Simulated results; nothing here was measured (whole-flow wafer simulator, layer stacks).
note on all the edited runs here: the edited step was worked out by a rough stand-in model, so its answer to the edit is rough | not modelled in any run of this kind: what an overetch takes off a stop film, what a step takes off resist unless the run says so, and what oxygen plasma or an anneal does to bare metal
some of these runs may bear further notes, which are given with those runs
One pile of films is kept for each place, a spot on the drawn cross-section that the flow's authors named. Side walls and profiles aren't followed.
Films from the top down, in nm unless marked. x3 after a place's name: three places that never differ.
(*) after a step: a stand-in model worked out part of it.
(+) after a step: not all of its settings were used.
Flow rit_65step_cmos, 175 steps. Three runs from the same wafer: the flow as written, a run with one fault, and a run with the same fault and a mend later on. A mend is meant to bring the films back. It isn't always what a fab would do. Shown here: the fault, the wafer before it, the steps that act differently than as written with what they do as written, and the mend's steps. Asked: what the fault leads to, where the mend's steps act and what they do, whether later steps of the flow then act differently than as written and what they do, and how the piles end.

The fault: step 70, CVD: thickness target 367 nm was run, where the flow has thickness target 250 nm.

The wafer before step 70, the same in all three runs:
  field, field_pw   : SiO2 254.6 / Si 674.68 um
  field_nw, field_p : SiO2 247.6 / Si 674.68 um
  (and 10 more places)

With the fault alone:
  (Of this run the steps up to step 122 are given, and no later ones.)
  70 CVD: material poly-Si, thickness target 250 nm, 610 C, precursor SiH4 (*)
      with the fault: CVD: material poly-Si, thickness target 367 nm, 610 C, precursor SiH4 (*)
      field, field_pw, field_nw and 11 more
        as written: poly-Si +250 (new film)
        with the fault: poly-Si +367 (new film)
  Later steps of the flow that act differently than as written (3 more steps differ only slightly, by at most 2% or 0.5 nm, whichever is larger, and aren't shown):
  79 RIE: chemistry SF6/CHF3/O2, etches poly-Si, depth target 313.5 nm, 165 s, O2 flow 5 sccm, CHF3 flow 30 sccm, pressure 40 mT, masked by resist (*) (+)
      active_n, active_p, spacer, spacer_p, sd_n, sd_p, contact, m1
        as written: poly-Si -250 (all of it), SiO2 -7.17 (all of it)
        with the fault: poly-Si -313.5
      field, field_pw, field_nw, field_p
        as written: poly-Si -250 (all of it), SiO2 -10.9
        with the fault: poly-Si -313.5
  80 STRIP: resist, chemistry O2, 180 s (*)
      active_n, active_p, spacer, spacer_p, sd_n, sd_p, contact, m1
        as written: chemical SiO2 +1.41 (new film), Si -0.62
        with the fault: chemical SiO2 +1.41 (new film), poly-Si -0.62
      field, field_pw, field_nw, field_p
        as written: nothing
        with the fault: chemical SiO2 +1.41 (new film), poly-Si -0.62
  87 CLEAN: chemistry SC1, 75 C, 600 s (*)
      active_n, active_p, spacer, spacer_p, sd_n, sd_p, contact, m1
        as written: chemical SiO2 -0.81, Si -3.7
        with the fault: chemical SiO2 -0.81, poly-Si -3.7
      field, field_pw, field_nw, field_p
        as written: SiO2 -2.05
        with the fault: chemical SiO2 -0.81, poly-Si -3.7
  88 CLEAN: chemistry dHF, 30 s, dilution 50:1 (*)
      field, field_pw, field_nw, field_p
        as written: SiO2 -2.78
        with the fault: chemical SiO2 -0.6 (all of it)
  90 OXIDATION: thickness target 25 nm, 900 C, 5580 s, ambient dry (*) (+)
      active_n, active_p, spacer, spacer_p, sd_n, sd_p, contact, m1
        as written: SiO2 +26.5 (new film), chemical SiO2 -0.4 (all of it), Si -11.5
        with the fault: SiO2 +28.9 (new film), chemical SiO2 -0.4 (all of it), poly-Si -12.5
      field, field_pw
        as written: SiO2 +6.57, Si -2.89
        with the fault: SiO2 +28.9 (new film), chemical SiO2 -0.4 (all of it), poly-Si -12.5
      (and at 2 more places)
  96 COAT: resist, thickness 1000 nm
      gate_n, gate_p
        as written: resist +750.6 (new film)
        with the fault: resist +700.9 (new film)
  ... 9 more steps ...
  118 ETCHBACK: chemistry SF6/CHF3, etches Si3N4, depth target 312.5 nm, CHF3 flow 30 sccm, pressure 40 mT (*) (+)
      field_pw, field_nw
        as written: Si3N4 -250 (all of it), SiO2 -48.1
        with the fault: Si3N4 -250 (all of it), SiO2 -24.1 (all of it), poly-Si -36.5 (all of it), SiO2 -6.35
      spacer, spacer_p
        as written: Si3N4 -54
        with the fault: Si3N4 +0.96
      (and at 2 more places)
  After step 122 the piles differ from the flow's by more than 2% or 0.5 nm, whichever is larger, at field, field_pw, field_nw, field_p, gate_n, gate_p, spacer, spacer_p.
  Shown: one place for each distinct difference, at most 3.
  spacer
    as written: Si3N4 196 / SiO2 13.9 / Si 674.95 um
    with the fault: Si3N4 251 / SiO2 16.3 / poly-Si 36.5 / SiO2 7.17 / Si 674.97 um
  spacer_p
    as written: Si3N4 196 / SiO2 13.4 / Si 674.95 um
    with the fault: Si3N4 251 / SiO2 15.7 / poly-Si 36.5 / SiO2 7.17 / Si 674.97 um
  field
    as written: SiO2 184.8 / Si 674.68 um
    with the fault: SiO2 240.6 / Si 674.68 um

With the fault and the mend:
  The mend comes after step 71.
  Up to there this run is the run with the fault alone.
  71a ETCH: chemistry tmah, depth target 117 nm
      field, field_pw, field_nw and 11 more
        poly-Si -117
  No later step of the flow acts differently than as written at any place that is followed.
  At the end the piles are the same as the flow's at every place that both follow.
